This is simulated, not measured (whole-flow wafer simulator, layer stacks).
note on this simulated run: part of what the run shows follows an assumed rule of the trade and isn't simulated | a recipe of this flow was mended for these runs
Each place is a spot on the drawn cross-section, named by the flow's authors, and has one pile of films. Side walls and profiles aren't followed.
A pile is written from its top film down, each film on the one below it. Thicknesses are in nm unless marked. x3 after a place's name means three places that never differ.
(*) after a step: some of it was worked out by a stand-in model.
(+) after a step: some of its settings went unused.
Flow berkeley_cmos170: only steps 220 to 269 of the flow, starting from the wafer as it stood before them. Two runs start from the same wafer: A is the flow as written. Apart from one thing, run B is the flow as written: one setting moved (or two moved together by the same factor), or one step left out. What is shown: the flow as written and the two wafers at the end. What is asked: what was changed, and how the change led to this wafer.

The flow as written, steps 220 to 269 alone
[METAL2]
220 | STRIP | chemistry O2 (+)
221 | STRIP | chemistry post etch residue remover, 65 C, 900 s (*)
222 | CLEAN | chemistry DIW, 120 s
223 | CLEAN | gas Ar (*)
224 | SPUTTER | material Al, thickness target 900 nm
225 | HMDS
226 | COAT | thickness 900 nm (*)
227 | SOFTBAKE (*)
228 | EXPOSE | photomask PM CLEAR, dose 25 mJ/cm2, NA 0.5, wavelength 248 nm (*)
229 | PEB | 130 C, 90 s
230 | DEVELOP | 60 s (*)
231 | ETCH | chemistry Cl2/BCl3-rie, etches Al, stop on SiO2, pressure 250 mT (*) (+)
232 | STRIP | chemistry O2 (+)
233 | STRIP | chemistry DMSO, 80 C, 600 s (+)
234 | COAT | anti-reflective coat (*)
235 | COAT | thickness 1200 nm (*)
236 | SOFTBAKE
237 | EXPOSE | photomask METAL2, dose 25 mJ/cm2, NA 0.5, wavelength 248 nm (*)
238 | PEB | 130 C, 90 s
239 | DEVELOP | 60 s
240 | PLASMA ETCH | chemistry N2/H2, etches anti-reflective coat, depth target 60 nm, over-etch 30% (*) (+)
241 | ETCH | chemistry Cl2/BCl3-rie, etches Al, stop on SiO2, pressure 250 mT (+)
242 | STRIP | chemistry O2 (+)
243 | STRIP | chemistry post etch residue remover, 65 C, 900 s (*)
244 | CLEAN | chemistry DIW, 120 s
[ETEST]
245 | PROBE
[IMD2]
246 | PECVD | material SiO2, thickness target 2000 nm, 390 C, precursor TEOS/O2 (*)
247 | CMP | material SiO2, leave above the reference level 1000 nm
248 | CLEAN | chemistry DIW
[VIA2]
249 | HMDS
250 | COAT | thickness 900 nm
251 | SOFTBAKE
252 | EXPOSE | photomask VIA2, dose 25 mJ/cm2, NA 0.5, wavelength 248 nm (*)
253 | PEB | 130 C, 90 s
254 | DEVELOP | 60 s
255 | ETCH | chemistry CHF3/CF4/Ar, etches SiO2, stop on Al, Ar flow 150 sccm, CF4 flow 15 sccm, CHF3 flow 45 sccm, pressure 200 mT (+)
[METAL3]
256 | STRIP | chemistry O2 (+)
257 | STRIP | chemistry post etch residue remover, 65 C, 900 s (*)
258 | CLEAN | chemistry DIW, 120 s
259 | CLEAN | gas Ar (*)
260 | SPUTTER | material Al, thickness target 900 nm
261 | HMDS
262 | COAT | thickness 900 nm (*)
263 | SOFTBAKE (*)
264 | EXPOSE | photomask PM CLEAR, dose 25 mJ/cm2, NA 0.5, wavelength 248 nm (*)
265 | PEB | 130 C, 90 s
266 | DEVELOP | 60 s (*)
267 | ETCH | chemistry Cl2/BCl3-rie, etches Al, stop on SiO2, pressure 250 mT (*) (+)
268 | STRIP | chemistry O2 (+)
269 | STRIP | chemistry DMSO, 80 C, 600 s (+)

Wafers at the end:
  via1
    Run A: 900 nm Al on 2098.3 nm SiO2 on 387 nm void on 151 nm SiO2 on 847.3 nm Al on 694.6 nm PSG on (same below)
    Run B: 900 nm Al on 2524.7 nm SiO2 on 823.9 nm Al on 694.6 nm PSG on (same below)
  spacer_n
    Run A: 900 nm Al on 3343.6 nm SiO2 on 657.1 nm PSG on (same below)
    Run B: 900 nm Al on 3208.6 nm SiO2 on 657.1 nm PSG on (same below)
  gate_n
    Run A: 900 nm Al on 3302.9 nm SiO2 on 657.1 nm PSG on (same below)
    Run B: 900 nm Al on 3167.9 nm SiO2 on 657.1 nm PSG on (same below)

Cause: step 224, SPUTTER: thickness target 765 nm was run, whereas the flow has thickness target 900 nm.

Step by step, how the change led to this:
  224 | SPUTTER | material Al, thickness target 900 nm
      field, mark, sd_n and 9 more: A +900 Al (new film) | B +765 Al (new film)
      via1: A +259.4 Al | B +236 Al
  226 | COAT | thickness 900 nm (*)
      via1: A +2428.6 KrF-resist (new film) | B +2321.2 KrF-resist (new film)
  229 | PEB | 130 C, 90 s
      via1: A -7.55 KrF-resist | B -6.81 KrF-resist
  231 | ETCH | chemistry Cl2/BCl3-rie, etches Al, stop on SiO2, pressure 250 mT (*) (+)
      field, sd_n, spacer_n and 9 more: A -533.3 KrF-resist | B -465.8 KrF-resist
      mark: A -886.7 Al (all of it), -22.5 SiO2 | B -751.7 Al (all of it), -22.5 SiO2
  232 | STRIP | chemistry O2 (+)
      field, spacer_n, gate_n: A -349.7 KrF-resist (all of it) | B -417.2 KrF-resist (all of it)
      sd_n: A -347 KrF-resist (all of it) | B -414.6 KrF-resist (all of it)
      (as well as at 8 more places)
  234 | COAT | anti-reflective coat (*)
      via1: A +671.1 anti-reflective coat (new film) | B +617.5 anti-reflective coat (new film)
  235 | COAT | thickness 1200 nm (*)
      via1: A +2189 KrF-resist (new film) | B +2126.4 KrF-resist (new film)
  241 | ETCH | chemistry Cl2/BCl3-rie, etches Al, stop on SiO2, pressure 250 mT (+)
      field, sd_n, spacer_n, gate_n, sd_p, spacer_p, gate_p: A -900 Al (all of it), -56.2 SiO2 | B -765 Al (all of it), -56.2 SiO2
      contact, m1, via1, m2, via2: A -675 KrF-resist | B -607.5 KrF-resist
      (as well as at 1 more place)
  242 | STRIP | chemistry O2 (+)
      contact: A -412 KrF-resist (all of it), -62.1 anti-reflective coat (all of it) | B -478.6 KrF-resist (all of it), -62 anti-reflective coat (all of it)
      m1: A -433.1 KrF-resist (all of it), -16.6 anti-reflective coat (all of it) | B -496.9 KrF-resist (all of it), -16.6 anti-reflective coat (all of it)
      (as well as at 3 more places)
  246 | PECVD | material SiO2, thickness target 2000 nm, 390 C, precursor TEOS/O2 (*)
      via1: A +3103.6 SiO2 (new film), +387 void (new film), +151 SiO2 (new film) | B +3530.1 SiO2 (new film)
  247 | CMP | material SiO2, leave above the reference level 1000 nm
      mark: A nothing | B -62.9 SiO2
      field, sd_n, spacer_n, gate_n, sd_p, spacer_p, gate_p: A -46.6 SiO2 | B -181.6 SiO2
